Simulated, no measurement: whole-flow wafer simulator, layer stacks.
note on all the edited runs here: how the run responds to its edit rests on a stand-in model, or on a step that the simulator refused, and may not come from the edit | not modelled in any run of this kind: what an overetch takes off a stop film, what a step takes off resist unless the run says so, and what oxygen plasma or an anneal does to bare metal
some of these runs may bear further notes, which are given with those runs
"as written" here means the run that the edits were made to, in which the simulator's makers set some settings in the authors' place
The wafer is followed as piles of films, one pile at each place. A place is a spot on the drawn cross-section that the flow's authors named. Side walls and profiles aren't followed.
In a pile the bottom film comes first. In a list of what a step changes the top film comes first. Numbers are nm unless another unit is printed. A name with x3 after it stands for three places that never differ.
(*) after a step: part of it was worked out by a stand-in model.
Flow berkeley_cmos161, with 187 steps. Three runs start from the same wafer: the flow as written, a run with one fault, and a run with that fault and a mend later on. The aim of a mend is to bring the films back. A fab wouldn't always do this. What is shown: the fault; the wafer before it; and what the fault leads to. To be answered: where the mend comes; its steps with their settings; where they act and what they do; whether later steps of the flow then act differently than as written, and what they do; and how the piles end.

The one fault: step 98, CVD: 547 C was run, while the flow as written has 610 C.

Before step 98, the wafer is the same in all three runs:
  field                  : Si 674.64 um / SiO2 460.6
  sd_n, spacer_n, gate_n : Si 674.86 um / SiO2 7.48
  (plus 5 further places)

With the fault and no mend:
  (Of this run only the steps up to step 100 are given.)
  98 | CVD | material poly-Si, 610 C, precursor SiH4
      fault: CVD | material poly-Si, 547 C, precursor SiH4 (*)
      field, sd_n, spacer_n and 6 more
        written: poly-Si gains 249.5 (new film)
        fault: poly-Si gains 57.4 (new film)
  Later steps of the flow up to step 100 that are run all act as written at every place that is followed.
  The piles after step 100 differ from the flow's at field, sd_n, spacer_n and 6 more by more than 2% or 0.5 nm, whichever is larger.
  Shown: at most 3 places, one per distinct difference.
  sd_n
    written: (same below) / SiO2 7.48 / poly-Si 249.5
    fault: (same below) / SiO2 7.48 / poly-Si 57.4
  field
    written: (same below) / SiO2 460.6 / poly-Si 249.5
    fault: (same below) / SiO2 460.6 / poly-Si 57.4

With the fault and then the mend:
  After step 100 comes the mend.
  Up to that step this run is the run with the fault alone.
  100a | CVD | material poly-Si, 610 C, precursor SiH4 (*) (the flow's step 98 again, with other settings that aren't printed)
      field, sd_n, spacer_n and 6 more
        poly-Si gains 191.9
  Later steps of the flow that are run all act as written at every place that is followed, up to a difference of at most 2% or 0.5 nm, whichever is larger.
  The piles end only slightly different from the flow's at the places that both follow, by no more than 2% or 0.5 nm, whichever is larger.
